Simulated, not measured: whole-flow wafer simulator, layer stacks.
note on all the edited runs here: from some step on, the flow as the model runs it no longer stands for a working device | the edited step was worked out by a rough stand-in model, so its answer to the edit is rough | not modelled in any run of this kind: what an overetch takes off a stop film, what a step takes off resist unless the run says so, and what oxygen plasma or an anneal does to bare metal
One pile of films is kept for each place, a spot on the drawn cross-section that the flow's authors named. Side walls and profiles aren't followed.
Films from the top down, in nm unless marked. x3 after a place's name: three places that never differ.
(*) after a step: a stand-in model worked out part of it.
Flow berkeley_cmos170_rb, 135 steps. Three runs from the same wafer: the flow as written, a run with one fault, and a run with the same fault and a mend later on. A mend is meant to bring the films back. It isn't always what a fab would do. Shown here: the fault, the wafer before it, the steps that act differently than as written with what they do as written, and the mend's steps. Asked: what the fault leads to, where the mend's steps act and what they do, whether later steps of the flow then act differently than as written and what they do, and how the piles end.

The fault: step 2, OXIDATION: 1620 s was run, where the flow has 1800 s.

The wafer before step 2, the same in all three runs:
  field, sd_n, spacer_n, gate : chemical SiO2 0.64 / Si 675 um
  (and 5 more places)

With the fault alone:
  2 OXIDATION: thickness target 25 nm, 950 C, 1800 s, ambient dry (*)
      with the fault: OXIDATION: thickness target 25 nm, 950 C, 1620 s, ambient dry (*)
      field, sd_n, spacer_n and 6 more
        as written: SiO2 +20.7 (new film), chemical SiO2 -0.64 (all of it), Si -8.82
        with the fault: SiO2 +19.4 (new film), chemical SiO2 -0.64 (all of it), Si -8.26
  Later steps of the flow that act differently than as written:
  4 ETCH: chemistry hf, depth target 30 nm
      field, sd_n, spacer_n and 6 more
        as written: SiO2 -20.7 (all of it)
        with the fault: SiO2 -19.4 (all of it)
  At the end the piles differ from the flow's only slightly at the places that both follow, by at most 2% or 0.5 nm, whichever is larger.

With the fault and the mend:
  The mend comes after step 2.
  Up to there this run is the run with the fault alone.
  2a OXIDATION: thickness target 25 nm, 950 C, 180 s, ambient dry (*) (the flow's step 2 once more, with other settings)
      field, sd_n, spacer_n and 6 more
        SiO2 +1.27, Si -0.56
  No later step of the flow acts differently than as written at any place that is followed.
  At the end the piles are the same as the flow's at every place that both follow.
